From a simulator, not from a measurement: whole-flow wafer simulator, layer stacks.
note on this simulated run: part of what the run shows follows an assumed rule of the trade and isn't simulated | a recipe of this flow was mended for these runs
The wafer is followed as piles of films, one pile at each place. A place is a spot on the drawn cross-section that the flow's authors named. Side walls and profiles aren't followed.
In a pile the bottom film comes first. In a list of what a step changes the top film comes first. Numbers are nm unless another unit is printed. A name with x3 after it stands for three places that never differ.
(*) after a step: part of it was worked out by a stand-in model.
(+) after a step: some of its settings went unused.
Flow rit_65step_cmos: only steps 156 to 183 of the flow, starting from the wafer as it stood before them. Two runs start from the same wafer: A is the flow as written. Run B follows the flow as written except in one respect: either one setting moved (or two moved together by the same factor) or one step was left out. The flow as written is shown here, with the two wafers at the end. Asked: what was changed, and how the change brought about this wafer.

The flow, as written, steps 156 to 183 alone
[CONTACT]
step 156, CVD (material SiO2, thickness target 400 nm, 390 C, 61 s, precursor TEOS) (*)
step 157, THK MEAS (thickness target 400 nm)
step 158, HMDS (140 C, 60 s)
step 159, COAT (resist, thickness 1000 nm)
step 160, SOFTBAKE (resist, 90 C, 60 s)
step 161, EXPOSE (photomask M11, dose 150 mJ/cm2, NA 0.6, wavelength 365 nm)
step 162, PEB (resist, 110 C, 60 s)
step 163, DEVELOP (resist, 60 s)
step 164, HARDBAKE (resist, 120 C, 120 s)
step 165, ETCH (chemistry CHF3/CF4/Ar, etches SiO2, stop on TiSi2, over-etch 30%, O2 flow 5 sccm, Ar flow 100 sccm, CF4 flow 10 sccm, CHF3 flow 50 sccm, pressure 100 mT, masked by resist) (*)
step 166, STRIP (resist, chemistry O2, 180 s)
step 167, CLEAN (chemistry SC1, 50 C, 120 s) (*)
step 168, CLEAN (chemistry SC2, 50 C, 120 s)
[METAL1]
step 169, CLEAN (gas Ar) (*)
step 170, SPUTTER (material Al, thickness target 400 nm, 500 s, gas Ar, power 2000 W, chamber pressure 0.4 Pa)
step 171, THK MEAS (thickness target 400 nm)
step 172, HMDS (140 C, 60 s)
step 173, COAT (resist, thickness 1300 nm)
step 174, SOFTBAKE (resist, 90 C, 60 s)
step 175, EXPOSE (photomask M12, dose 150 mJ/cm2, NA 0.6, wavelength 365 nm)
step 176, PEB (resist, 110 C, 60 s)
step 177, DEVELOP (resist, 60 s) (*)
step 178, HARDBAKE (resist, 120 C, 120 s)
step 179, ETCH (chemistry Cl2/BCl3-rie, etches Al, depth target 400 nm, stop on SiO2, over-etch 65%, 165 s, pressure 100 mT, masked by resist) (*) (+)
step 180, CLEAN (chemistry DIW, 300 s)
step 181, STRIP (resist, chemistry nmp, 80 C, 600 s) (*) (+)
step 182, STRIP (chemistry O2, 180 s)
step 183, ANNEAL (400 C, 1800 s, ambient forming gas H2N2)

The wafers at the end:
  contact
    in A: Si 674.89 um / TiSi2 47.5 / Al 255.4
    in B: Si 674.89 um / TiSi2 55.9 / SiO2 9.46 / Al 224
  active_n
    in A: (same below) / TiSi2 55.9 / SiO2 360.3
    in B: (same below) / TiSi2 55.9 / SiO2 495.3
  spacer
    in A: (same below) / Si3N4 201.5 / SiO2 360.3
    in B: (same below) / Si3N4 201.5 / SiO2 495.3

The reason: step 156, CVD: thickness target 535 nm was run, while the flow as written has thickness target 400 nm; step 156, CVD: 82 s was run, where the flow has 61 s.

How this came from the change, step by step:
  step 156, CVD (material SiO2, thickness target 400 nm, 390 C, 61 s, precursor TEOS) (*)
      active_n, active_p, gate_n and 7 more: A +400 SiO2 (new film) | B +535 SiO2 (new film)
      field, field_pw, field_nw, field_p: A +400 SiO2 | B +535 SiO2
  step 165, ETCH (chemistry CHF3/CF4/Ar, etches SiO2, stop on TiSi2, over-etch 30%, O2 flow 5 sccm, Ar flow 100 sccm, CF4 flow 10 sccm, CHF3 flow 50 sccm, pressure 100 mT, masked by resist) (*)
      contact: A -400 SiO2 (all of it), -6 TiSi2 | B -520 SiO2
  step 169, CLEAN (gas Ar) (*)
      contact: A -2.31 TiSi2 | B -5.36 SiO2
  step 170, SPUTTER (material Al, thickness target 400 nm, 500 s, gas Ar, power 2000 W, chamber pressure 0.4 Pa)
      contact: A +255.4 Al (new film) | B +224 Al (new film)
  step 173, COAT (resist, thickness 1300 nm)
      contact: A +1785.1 resist (new film) | B +1913 resist (new film)
  step 176, PEB (resist, 110 C, 60 s)
      contact: A -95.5 resist | B -102.8 resist
  step 178, HARDBAKE (resist, 120 C, 120 s)
      contact: A -62.1 resist | B -67.2 resist
  step 181, STRIP (resist, chemistry nmp, 80 C, 600 s) (*) (+)
      contact: A -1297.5 resist (all of it) | B -1413 resist (all of it)
